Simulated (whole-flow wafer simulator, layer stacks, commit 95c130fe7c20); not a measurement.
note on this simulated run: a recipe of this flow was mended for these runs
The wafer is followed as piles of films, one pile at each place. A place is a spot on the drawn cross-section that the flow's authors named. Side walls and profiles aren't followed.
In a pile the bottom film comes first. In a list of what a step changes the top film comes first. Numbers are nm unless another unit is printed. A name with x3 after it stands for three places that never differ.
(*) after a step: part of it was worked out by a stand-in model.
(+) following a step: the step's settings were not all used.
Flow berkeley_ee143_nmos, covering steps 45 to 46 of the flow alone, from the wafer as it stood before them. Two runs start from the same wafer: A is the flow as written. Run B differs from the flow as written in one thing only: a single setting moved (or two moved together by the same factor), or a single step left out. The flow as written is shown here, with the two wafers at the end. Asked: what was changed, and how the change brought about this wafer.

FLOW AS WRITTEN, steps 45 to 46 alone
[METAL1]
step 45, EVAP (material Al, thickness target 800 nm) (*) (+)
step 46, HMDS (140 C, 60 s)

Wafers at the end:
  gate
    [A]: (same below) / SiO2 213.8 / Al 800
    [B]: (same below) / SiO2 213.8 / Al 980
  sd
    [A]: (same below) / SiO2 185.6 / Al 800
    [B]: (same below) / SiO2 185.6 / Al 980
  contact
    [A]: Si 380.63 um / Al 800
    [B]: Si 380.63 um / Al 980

What caused this: step 45, EVAP: thickness target 980 nm was run, while the flow as written has thickness target 800 nm.
The wafer lets one read it off: gate has Al 980, and step 45 as written asks for 800 nm.

How this came from the change, step by step:
  step 45, EVAP (material Al, thickness target 800 nm) (*) (+)
      gate, sd, contact, field: A Al gains 800 (new film) | B Al gains 980 (new film)
